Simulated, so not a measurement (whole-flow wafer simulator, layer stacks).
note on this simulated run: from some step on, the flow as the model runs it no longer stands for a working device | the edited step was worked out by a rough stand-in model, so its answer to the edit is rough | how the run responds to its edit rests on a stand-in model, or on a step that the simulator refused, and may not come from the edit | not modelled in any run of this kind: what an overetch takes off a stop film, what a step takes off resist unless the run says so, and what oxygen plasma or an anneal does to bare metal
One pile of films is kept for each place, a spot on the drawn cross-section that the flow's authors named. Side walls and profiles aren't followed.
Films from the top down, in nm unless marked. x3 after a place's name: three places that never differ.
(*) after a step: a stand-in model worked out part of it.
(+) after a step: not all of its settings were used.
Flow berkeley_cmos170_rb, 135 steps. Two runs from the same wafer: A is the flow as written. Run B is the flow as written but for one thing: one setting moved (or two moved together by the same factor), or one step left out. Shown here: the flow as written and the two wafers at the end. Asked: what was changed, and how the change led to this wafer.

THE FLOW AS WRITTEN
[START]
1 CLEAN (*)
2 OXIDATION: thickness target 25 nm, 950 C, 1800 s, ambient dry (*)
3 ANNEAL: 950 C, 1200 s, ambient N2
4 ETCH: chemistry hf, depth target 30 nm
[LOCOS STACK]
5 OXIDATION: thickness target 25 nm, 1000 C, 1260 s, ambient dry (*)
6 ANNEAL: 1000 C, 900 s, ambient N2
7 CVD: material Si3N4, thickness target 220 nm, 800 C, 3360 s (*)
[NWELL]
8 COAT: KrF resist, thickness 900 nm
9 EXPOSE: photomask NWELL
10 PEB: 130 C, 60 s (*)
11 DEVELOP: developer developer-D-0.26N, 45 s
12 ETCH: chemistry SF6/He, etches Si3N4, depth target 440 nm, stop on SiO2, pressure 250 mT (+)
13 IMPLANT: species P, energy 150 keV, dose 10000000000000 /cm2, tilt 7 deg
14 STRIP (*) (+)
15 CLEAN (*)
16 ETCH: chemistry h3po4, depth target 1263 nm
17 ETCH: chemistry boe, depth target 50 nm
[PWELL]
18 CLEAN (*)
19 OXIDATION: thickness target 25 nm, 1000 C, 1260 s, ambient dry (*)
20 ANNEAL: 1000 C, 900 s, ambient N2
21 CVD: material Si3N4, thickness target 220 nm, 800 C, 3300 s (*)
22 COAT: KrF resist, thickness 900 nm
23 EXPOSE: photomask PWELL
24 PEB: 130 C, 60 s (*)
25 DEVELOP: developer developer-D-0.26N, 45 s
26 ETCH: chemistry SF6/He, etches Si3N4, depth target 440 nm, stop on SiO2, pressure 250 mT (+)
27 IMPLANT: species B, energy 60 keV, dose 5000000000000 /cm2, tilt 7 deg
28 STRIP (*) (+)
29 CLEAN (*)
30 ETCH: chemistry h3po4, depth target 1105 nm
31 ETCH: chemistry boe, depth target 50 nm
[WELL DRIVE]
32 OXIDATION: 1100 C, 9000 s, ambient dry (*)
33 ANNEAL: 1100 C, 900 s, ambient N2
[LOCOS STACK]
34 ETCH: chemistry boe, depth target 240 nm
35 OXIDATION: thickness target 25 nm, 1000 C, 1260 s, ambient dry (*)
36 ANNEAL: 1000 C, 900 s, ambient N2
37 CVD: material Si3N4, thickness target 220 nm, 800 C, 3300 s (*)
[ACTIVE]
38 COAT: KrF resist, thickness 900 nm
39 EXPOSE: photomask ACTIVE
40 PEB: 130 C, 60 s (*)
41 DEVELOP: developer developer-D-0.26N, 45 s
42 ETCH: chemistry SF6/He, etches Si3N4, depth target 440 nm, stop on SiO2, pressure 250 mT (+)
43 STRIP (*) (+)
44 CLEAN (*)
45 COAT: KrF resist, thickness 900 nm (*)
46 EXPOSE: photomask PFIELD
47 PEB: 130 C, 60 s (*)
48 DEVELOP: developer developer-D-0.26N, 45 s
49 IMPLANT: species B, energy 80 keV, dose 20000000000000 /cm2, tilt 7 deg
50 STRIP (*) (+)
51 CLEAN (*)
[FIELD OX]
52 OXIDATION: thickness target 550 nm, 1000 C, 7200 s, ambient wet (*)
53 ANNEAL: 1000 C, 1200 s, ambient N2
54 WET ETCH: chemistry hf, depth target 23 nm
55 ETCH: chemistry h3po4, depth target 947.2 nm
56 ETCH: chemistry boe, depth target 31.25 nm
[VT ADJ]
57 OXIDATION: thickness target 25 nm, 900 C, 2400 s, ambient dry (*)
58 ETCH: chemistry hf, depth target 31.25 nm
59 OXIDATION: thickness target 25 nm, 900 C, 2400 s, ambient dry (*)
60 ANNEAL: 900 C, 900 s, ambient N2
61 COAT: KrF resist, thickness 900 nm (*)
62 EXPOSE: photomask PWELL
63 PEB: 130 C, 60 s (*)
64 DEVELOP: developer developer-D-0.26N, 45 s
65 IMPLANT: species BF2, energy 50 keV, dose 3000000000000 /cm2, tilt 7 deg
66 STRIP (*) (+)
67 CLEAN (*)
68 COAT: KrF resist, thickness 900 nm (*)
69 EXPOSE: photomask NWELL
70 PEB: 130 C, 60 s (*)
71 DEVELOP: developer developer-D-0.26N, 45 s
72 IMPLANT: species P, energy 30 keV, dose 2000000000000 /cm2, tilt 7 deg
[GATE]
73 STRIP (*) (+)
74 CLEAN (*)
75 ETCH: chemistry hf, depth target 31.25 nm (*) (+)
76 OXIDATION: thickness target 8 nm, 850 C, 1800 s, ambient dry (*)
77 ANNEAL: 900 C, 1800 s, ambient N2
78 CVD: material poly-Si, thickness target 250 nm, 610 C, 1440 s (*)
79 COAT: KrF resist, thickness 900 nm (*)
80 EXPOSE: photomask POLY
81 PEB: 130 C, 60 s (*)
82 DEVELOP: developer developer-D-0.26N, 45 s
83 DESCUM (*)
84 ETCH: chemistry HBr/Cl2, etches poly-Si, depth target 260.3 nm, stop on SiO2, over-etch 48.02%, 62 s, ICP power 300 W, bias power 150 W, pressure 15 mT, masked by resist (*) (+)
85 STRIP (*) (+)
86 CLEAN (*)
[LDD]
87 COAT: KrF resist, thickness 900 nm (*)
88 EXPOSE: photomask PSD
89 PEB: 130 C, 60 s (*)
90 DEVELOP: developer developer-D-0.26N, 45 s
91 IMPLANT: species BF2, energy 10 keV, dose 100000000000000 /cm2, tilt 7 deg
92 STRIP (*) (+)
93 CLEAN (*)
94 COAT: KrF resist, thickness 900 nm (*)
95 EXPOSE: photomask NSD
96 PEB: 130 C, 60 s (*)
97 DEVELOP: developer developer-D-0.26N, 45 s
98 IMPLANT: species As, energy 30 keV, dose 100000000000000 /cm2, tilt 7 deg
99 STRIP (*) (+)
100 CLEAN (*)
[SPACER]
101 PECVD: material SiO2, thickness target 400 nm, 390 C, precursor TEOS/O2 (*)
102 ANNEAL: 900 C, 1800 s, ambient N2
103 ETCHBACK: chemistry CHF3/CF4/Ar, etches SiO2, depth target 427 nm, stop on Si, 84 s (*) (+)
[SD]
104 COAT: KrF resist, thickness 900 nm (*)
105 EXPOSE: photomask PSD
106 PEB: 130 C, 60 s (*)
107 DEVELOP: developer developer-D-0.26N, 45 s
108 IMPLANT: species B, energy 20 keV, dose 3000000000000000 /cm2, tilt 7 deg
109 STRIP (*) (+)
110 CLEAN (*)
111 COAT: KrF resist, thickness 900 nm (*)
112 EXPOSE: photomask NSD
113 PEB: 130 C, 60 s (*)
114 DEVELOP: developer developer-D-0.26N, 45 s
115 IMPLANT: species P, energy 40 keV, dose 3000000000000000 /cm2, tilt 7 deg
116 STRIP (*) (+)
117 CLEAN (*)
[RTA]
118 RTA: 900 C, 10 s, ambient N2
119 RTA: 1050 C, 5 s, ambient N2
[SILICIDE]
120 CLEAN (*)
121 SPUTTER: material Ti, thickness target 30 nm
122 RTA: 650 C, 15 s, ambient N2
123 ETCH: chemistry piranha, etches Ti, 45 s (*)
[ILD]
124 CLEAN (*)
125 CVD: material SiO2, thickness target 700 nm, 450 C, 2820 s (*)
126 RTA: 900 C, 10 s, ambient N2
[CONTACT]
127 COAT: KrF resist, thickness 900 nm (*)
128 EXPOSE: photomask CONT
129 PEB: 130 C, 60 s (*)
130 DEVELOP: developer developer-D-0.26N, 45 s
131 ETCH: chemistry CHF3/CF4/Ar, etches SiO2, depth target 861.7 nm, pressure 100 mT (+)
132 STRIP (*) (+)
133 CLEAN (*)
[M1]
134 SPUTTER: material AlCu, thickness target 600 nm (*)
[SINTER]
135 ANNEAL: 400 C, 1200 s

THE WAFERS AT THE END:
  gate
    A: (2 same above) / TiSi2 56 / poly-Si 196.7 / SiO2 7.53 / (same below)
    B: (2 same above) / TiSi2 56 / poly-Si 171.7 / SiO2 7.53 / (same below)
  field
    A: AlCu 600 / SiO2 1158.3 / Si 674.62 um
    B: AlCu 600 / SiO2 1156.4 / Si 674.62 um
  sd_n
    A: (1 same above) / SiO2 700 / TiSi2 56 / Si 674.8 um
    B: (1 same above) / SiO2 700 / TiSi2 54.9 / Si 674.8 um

The cause: step 78, CVD: thickness target 225 nm was run, where the flow has thickness target 250 nm.

How the change led to this, step by step:
  78 CVD: material poly-Si, thickness target 250 nm, 610 C, 1440 s (*)
      field, sd_n, spacer_n and 6 more: A poly-Si +250 (new film) | B poly-Si +225 (new film)
  84 ETCH: chemistry HBr/Cl2, etches poly-Si, depth target 260.3 nm, stop on SiO2, over-etch 48.02%, 62 s, ICP power 300 W, bias power 150 W, pressure 15 mT, masked by resist (*) (+)
      field, sd_n, spacer_n, sd_p, spacer_p, contact, m1: A poly-Si -250 (all of it), SiO2 -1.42 | B poly-Si -225 (all of it), SiO2 -3.34
  87 COAT: KrF resist, thickness 900 nm (*)
      gate: A KrF resist +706 (new film) | B KrF resist +729.3 (new film)
      gate_p: A KrF resist +706.3 (new film) | B KrF resist +729.9 (new film)
  90 DEVELOP: developer developer-D-0.26N, 45 s
      gate_p: A KrF resist -706.3 (all of it) | B KrF resist -729.9 (all of it)
  92 STRIP (*) (+)
      gate: A KrF resist -691.8 (all of it) | B KrF resist -715.1 (all of it)
  94 COAT: KrF resist, thickness 900 nm (*)
      gate: A KrF resist +706 (new film) | B KrF resist +729.3 (new film)
      gate_p: A KrF resist +706.3 (new film) | B KrF resist +729.9 (new film)
  97 DEVELOP: developer developer-D-0.26N, 45 s
      gate: A KrF resist -706 (all of it) | B KrF resist -729.3 (all of it)
  99 STRIP (*) (+)
      gate_p: A KrF resist -692.1 (all of it) | B KrF resist -715.7 (all of it)
  103 ETCHBACK: chemistry CHF3/CF4/Ar, etches SiO2, depth target 427 nm, stop on Si, 84 s (*) (+)
      spacer_n: A SiO2 -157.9 | B SiO2 -180.7
      spacer_p: A SiO2 -157.9 | B SiO2 -180.6
  104 COAT: KrF resist, thickness 900 nm (*)
      spacer_n: A KrF resist +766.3 (new film) | B KrF resist +790.1 (new film)
      gate: A KrF resist +742.1 (new film) | B KrF resist +765.4 (new film)
      (and at 2 more places)
  107 DEVELOP: developer developer-D-0.26N, 45 s
      spacer_p: A KrF resist -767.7 (all of it) | B KrF resist -791.9 (all of it)
      gate_p: A KrF resist -743.2 (all of it) | B KrF resist -766.8 (all of it)
  109 STRIP (*) (+)
      spacer_n: A KrF resist -752.1 (all of it) | B KrF resist -775.9 (all of it)
      gate: A KrF resist -727.9 (all of it) | B KrF resist -751.2 (all of it)
  111 COAT: KrF resist, thickness 900 nm (*)
      spacer_n: A KrF resist +766.3 (new film) | B KrF resist +790.1 (new film)
      gate: A KrF resist +742.1 (new film) | B KrF resist +765.4 (new film)
      (and at 2 more places)
  114 DEVELOP: developer developer-D-0.26N, 45 s
      spacer_n: A KrF resist -766.3 (all of it) | B KrF resist -790.1 (all of it)
      gate: A KrF resist -742.1 (all of it) | B KrF resist -765.4 (all of it)
  116 STRIP (*) (+)
      spacer_p: A KrF resist -753.5 (all of it) | B KrF resist -777.7 (all of it)
      gate_p: A KrF resist -729 (all of it) | B KrF resist -752.6 (all of it)
  121 SPUTTER: material Ti, thickness target 30 nm
      sd_n, spacer_n, spacer_p: A Ti +30 (new film) | B Ti +29.4 (new film)
      sd_p: A Ti +27.1 (new film) | B Ti +26.2 (new film)
  ... 2 more steps ...
  126 RTA: 900 C, 10 s, ambient N2
      sd_p: A under 1 film: TiSi2 +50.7 (new film), TiSi first -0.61 (all of it), TiSi2 C49 -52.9 (all of it), Si -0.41 | B under 1 film: TiSi2 +48.9 (new film), TiSi2 C49 -52 (all of it)
      sd_n: A under 1 film: TiSi2 +56 (new film), TiSi first -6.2 (all of it), TiSi2 C49 -50.3 (all of it), Si -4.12 | B under 1 film: TiSi2 +54.9 (new film), TiSi first -4.94 (all of it), TiSi2 C49 -50.9 (all of it), Si -3.28
